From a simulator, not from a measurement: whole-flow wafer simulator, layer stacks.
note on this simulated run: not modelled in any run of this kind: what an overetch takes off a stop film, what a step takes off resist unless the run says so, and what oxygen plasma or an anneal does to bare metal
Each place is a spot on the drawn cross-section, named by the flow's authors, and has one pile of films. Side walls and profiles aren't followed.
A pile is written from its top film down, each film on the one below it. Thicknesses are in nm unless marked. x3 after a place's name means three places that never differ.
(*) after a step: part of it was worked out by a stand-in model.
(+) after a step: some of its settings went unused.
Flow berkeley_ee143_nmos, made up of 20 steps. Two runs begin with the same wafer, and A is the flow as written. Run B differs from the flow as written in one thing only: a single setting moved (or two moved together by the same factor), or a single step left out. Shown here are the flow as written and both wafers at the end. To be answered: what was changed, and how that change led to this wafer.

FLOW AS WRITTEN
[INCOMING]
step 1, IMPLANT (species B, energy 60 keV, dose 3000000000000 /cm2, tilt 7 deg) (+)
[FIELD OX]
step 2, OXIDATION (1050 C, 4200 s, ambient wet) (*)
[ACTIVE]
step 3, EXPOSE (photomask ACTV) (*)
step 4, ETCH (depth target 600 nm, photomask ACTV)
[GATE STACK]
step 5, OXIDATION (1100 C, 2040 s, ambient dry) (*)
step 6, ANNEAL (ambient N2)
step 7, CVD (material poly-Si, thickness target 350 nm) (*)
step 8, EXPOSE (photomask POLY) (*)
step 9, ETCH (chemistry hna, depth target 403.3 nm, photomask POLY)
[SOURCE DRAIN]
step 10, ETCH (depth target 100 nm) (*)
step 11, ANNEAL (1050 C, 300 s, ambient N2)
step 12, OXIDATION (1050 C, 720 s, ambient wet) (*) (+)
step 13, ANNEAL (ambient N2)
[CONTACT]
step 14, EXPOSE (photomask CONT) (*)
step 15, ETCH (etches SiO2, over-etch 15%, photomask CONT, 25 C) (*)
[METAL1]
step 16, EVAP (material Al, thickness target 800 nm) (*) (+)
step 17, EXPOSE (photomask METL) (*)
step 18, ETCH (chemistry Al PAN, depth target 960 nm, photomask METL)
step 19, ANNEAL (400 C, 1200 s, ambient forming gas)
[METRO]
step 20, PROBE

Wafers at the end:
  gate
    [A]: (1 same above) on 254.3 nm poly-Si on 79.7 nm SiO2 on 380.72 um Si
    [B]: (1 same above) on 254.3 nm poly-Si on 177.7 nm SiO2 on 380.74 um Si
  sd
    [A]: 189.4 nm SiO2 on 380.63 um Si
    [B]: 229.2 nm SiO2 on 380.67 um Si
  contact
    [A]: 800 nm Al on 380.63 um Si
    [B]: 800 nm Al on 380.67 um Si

The reason: step 4, ETCH: depth target 420 nm was run, though the flow has depth target 600 nm.

Step by step, how the change led to this:
  step 4, ETCH (depth target 600 nm, photomask ACTV)
      gate, sd, contact: A SiO2 loses 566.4 (all of it) | B SiO2 loses 420
  step 5, OXIDATION (1100 C, 2040 s, ambient dry) (*)
      gate, sd, contact: A SiO2 gains 79.7 (new film), Si loses 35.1 | B SiO2 gains 31.3, Si loses 13.8
  step 10, ETCH (depth target 100 nm) (*)
      sd, contact: A SiO2 loses 79.7 (all of it) | B SiO2 loses 100
  step 12, OXIDATION (1050 C, 720 s, ambient wet) (*) (+)
      sd, contact: A SiO2 gains 189.4 (new film), Si loses 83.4 | B SiO2 gains 151.5, Si loses 66.7
  step 15, ETCH (etches SiO2, over-etch 15%, photomask CONT, 25 C) (*)
      contact: A SiO2 loses 189.4 (all of it) | B SiO2 loses 229.2 (all of it)
